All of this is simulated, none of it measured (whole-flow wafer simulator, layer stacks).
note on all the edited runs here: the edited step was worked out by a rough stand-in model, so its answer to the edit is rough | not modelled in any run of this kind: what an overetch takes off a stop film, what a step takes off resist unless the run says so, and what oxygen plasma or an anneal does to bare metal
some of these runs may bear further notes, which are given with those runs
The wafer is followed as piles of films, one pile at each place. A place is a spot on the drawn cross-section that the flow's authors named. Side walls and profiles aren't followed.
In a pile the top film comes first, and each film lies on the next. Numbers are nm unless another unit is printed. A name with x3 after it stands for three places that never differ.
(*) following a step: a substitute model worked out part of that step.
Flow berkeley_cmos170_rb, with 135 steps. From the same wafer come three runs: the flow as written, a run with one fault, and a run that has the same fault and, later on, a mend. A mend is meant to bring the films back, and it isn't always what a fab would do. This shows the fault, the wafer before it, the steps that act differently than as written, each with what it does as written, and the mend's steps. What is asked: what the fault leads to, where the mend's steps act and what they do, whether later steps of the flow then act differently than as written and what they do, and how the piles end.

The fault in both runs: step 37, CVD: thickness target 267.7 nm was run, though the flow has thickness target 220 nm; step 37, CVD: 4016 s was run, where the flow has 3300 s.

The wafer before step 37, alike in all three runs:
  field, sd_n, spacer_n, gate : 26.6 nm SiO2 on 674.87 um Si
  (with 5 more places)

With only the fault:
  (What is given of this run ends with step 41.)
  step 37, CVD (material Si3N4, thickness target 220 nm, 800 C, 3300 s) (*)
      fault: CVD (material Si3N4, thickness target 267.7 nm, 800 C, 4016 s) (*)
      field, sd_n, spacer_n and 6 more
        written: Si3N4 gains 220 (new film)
        fault: Si3N4 gains 267.7 (new film)
  Every later step of the flow up to step 41 that is run acts as written at every place that is followed.
  The piles after step 41 differ from the flow's at field, sd_n, spacer_n and 6 more by more than 2% or 0.5 nm, whichever is larger.
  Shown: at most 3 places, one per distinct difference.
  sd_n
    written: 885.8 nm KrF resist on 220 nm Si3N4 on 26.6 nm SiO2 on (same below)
    fault: 885.8 nm KrF resist on 267.7 nm Si3N4 on 26.6 nm SiO2 on (same below)
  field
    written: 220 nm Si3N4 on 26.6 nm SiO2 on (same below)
    fault: 267.7 nm Si3N4 on 26.6 nm SiO2 on (same below)

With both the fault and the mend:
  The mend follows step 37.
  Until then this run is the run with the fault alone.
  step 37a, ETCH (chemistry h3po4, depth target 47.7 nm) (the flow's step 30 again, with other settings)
      field, sd_n, spacer_n and 6 more
        Si3N4 loses 47.7
  Every later step of the flow that is run acts as written at every place that is followed.
  The piles end the same as the flow's at every place that both follow.
